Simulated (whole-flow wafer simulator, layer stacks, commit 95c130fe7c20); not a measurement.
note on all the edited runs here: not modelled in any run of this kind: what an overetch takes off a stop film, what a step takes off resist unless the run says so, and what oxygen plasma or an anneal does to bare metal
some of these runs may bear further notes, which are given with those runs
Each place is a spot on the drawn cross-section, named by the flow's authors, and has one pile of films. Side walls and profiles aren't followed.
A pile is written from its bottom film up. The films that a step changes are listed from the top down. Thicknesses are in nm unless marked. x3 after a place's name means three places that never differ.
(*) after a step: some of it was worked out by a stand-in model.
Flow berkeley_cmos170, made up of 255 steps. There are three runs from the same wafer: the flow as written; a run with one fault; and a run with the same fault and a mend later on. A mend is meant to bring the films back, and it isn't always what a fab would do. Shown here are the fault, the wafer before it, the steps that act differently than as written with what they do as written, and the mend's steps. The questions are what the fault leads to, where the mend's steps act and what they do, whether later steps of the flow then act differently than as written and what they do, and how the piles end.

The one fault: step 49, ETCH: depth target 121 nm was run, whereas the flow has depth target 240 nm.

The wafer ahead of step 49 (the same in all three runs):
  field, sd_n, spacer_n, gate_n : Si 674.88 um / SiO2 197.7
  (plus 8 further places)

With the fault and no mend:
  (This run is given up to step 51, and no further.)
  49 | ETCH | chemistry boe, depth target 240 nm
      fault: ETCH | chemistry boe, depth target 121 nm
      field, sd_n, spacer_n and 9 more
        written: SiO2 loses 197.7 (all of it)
        fault: SiO2 loses 121
  Later steps of the flow acting differently than as written:
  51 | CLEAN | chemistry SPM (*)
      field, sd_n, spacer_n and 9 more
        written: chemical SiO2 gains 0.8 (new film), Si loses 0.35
        fault: nothing
  The piles after step 51 differ from the flow's at field, sd_n, spacer_n and 9 more by more than 2% or 0.5 nm, whichever is larger.
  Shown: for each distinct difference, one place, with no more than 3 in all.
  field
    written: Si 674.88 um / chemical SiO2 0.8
    fault: Si 674.88 um / SiO2 76.7

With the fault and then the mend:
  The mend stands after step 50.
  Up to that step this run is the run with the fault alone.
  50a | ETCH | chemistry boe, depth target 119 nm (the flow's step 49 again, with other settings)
      field, sd_n, spacer_n and 9 more
        SiO2 loses 76.7 (all of it)
  Every later step of the flow that is run acts as written at every place that is followed.
  At every place that both follow, the piles at the end match the flow's.
